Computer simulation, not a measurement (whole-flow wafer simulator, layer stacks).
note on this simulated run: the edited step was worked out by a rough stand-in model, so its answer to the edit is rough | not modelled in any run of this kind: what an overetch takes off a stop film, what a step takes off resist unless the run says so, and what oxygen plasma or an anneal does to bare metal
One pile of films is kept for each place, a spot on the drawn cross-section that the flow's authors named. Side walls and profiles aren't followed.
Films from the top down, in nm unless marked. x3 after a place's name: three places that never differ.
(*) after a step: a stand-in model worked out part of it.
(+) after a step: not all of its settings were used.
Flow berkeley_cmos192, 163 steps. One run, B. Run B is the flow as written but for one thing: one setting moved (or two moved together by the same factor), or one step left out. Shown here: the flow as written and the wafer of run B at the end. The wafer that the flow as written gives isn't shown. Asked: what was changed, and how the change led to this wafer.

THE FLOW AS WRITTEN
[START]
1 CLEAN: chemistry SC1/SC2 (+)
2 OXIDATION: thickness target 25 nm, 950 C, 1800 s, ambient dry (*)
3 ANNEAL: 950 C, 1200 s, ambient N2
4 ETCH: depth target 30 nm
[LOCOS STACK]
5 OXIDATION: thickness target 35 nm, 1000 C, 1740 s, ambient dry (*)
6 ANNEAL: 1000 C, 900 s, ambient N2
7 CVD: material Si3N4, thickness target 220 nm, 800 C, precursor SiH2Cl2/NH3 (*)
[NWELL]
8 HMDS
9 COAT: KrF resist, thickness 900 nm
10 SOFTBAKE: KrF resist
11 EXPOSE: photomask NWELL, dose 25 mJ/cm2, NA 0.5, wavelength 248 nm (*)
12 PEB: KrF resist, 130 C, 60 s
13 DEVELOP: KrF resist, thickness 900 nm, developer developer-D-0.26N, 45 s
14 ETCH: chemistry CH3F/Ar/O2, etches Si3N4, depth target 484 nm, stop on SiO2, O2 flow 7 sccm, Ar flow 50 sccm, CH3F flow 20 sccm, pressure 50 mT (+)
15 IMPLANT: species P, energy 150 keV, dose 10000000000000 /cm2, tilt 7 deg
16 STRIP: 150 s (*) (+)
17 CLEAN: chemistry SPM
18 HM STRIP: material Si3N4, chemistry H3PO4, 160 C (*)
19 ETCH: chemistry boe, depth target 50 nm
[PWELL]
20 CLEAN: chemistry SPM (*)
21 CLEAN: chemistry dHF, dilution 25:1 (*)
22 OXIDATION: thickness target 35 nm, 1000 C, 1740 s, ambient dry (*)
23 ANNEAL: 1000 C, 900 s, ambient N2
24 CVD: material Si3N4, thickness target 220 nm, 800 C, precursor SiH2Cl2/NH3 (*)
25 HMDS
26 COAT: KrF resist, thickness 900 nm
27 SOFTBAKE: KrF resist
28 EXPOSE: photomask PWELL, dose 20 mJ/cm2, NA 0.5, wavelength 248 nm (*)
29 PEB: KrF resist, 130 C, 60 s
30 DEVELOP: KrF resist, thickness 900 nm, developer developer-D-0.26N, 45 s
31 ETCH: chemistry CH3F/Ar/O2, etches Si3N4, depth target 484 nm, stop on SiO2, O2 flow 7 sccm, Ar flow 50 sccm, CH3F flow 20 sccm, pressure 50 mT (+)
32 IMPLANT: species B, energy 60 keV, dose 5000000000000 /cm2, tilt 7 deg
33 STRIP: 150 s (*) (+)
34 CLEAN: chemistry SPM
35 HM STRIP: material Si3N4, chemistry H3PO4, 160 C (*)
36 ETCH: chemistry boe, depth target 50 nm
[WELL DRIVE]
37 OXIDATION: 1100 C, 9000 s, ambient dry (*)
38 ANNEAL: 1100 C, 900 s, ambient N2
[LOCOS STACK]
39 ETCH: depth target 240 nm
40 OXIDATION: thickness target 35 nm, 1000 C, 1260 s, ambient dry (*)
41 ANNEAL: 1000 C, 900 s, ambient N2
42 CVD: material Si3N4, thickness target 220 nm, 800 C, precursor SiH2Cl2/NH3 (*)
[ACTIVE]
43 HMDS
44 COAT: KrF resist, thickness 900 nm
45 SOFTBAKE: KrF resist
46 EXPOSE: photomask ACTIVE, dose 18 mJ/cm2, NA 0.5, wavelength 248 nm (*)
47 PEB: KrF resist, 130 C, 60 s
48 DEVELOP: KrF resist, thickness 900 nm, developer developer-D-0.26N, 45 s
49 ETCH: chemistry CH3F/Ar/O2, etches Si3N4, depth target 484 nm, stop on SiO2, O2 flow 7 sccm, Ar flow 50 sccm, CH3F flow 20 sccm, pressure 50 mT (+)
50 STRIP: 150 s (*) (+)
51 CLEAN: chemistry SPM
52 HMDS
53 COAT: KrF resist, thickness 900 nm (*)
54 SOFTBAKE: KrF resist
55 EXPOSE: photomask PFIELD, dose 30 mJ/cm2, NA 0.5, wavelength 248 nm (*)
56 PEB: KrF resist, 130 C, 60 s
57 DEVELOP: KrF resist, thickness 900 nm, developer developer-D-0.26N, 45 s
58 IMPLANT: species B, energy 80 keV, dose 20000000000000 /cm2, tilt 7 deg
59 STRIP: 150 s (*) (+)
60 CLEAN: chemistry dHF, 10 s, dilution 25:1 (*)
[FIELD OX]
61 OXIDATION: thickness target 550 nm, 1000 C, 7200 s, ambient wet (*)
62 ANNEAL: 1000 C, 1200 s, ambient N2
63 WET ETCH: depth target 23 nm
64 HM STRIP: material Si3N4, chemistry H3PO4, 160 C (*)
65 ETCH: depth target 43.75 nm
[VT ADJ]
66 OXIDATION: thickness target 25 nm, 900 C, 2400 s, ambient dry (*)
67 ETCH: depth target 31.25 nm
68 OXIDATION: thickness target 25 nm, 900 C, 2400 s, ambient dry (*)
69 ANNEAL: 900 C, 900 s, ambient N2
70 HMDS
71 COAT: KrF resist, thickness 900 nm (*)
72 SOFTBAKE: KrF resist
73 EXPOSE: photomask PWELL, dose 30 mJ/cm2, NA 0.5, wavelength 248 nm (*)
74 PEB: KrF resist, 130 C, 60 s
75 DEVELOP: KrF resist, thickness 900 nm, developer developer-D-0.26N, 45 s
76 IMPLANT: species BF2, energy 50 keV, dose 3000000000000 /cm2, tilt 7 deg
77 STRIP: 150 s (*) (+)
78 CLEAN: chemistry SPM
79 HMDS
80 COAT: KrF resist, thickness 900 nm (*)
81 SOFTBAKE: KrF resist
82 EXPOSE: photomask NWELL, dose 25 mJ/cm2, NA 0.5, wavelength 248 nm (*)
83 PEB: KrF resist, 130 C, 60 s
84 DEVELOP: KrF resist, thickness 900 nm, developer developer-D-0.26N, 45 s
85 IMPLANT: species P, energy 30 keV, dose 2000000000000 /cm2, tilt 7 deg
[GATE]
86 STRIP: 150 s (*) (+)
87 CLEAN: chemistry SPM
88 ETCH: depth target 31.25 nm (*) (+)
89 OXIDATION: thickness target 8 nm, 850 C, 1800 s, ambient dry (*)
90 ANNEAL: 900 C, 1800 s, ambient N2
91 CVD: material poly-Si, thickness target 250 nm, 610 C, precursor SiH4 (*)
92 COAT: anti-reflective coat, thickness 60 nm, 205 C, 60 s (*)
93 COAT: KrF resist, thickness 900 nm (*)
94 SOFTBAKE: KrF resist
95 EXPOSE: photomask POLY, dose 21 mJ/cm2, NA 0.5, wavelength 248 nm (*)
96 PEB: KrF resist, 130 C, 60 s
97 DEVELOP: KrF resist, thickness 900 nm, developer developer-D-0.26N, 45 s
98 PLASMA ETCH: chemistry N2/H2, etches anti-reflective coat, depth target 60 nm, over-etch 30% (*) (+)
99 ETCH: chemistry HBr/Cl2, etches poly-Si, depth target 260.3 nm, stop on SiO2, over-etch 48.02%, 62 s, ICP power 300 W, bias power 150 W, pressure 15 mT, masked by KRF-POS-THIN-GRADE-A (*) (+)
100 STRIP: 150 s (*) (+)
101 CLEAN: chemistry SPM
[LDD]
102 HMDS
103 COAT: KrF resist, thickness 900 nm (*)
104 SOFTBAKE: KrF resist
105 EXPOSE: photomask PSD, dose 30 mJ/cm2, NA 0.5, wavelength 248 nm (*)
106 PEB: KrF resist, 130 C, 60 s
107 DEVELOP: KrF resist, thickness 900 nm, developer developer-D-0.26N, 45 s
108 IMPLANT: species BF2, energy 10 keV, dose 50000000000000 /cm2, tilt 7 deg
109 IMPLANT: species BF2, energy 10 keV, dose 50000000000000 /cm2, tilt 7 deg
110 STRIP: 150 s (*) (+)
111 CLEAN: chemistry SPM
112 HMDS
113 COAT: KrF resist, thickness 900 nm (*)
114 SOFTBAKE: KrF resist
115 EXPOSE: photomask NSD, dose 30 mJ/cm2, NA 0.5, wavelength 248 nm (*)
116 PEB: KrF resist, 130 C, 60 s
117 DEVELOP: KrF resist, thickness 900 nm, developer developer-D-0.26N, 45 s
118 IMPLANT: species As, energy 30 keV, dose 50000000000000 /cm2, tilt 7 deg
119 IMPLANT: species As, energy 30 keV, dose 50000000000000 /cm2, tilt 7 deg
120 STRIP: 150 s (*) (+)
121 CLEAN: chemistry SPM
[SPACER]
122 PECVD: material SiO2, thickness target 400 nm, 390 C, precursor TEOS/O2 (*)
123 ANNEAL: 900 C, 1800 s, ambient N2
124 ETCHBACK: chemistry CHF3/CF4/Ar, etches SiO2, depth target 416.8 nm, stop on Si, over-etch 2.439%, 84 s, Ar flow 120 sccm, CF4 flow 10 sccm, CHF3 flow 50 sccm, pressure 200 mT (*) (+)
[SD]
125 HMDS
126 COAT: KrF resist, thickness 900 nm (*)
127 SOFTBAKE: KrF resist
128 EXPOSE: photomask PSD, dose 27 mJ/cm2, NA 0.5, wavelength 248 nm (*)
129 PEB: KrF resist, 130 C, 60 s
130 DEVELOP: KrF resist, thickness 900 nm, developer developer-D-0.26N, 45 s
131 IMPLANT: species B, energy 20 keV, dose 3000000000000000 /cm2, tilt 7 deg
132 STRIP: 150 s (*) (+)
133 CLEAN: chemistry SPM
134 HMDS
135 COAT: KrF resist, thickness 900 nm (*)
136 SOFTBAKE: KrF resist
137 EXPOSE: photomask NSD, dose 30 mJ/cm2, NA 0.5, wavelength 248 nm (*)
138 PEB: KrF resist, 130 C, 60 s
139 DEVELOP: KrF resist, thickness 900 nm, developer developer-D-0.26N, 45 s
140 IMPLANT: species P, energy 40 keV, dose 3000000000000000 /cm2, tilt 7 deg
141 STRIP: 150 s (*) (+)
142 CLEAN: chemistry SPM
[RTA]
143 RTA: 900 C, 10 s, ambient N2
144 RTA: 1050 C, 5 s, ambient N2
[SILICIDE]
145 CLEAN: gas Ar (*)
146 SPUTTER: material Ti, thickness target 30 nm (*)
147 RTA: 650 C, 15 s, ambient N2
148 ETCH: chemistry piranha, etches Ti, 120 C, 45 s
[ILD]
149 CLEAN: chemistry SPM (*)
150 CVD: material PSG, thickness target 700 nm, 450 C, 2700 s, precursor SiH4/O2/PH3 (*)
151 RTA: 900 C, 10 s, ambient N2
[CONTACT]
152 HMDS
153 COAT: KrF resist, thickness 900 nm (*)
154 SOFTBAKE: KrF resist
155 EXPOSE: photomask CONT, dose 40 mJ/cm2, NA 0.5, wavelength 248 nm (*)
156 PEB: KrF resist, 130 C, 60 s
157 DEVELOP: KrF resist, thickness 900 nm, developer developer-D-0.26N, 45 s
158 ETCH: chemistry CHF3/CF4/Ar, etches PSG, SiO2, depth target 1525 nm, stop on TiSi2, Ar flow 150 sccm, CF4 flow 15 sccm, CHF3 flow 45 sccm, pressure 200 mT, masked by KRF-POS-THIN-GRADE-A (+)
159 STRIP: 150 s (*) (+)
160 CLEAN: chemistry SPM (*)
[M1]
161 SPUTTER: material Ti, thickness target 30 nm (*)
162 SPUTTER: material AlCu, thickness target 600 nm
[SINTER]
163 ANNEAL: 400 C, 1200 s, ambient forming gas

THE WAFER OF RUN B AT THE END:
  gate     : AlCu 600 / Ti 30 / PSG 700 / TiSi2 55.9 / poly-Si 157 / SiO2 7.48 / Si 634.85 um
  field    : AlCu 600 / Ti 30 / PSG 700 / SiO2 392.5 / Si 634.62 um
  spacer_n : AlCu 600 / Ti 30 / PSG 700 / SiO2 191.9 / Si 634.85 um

The cause: step 91, CVD: thickness target 216 nm was run, where the flow has thickness target 250 nm.

How the change led to this, step by step:
  91 CVD: material poly-Si, thickness target 250 nm, 610 C, precursor SiH4 (*)
      field, sd_n, spacer_n and 6 more: poly-Si +216 (new film) (as written it would be: poly-Si +250 (new film))
  99 ETCH: chemistry HBr/Cl2, etches poly-Si, depth target 260.3 nm, stop on SiO2, over-etch 48.02%, 62 s, ICP power 300 W, bias power 150 W, pressure 15 mT, masked by KRF-POS-THIN-GRADE-A (*) (+)
      spacer_n, spacer_p: poly-Si -211.8 (all of it), SiO2 -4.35 (as written it would be: poly-Si -245.8 (all of it), SiO2 -1.74)
      field: poly-Si -211.9 (all of it), SiO2 -4.35 (as written it would be: poly-Si -245.8 (all of it), SiO2 -1.74)
      (and at 4 more places)
  103 COAT: KrF resist, thickness 900 nm (*)
      gate: KrF resist +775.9 (new film) (as written it would be: KrF resist +748 (new film))
      gate_p: KrF resist +771.9 (new film) (as written it would be: KrF resist +744.1 (new film))
  107 DEVELOP: KrF resist, thickness 900 nm, developer developer-D-0.26N, 45 s
      gate_p: KrF resist -770.7 (all of it) (as written it would be: KrF resist -742.9 (all of it))
  110 STRIP: 150 s (*) (+)
      gate: KrF resist -760.4 (all of it), chemical SiO2 +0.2, poly-Si -0.09 (as written it would be: KrF resist -732.7 (all of it), chemical SiO2 +0.2, poly-Si -0.09)
  113 COAT: KrF resist, thickness 900 nm (*)
      gate: KrF resist +775.1 (new film) (as written it would be: KrF resist +747.9 (new film))
      gate_p: KrF resist +771.1 (new film) (as written it would be: KrF resist +743.9 (new film))
  117 DEVELOP: KrF resist, thickness 900 nm, developer developer-D-0.26N, 45 s
      gate: KrF resist -773.9 (all of it) (as written it would be: KrF resist -746.8 (all of it))
  120 STRIP: 150 s (*) (+)
      gate_p: KrF resist -755.7 (all of it), chemical SiO2 +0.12, poly-Si -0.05 (as written it would be: KrF resist -728.6 (all of it), chemical SiO2 +0.12, poly-Si -0.05)
  124 ETCHBACK: chemistry CHF3/CF4/Ar, etches SiO2, depth target 416.8 nm, stop on Si, over-etch 2.439%, 84 s, Ar flow 120 sccm, CF4 flow 10 sccm, CHF3 flow 50 sccm, pressure 200 mT (*) (+)
      spacer_n: SiO2 -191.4 (as written it would be: SiO2 -160)
      spacer_p: SiO2 -191.3 (as written it would be: SiO2 -159.9)
  126 COAT: KrF resist, thickness 900 nm (*)
      spacer_n: KrF resist +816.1 (new film) (as written it would be: KrF resist +791.6 (new film))
      gate: KrF resist +795.5 (new film) (as written it would be: KrF resist +771.5 (new film))
      (and at 2 more places)
  130 DEVELOP: KrF resist, thickness 900 nm, developer developer-D-0.26N, 45 s
      spacer_p: KrF resist -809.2 (all of it) (as written it would be: KrF resist -784.6 (all of it))
      gate_p: KrF resist -788.3 (all of it) (as written it would be: KrF resist -764.3 (all of it))
  132 STRIP: 150 s (*) (+)
      spacer_n: KrF resist -800.7 (all of it) (as written it would be: KrF resist -776.1 (all of it))
      gate: chemical SiO2 +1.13 (new film), KrF resist -780 (all of it), poly-Si -0.5 (as written it would be: chemical SiO2 +1.13 (new film), KrF resist -756.1 (all of it), poly-Si -0.5)
  135 COAT: KrF resist, thickness 900 nm (*)
      spacer_n: KrF resist +815.7 (new film) (as written it would be: KrF resist +791.1 (new film))
      gate: KrF resist +794.4 (new film) (as written it would be: KrF resist +770.3 (new film))
      (and at 2 more places)
  139 DEVELOP: KrF resist, thickness 900 nm, developer developer-D-0.26N, 45 s
      spacer_n: KrF resist -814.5 (all of it) (as written it would be: KrF resist -789.9 (all of it))
      gate: KrF resist -793.1 (all of it) (as written it would be: KrF resist -769.1 (all of it))
  141 STRIP: 150 s (*) (+)
      spacer_p: KrF resist -794.8 (all of it) (as written it would be: KrF resist -770.2 (all of it))
      gate_p: KrF resist -773.1 (all of it), chemical SiO2 +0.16 (as written it would be: KrF resist -749.1 (all of it), chemical SiO2 +0.16)
  153 COAT: KrF resist, thickness 900 nm (*)
      spacer_n: KrF resist +847.9 (new film) (as written it would be: KrF resist +829.8 (new film))
      spacer_p: KrF resist +832.6 (new film) (as written it would be: KrF resist +815.2 (new film))
  159 STRIP: 150 s (*) (+)
      spacer_n: KrF resist -638.3 (all of it) (as written it would be: KrF resist -620.3 (all of it))
      gate: KrF resist -616.2 (all of it) (as written it would be: KrF resist -600.1 (all of it))
      (and at 2 more places)
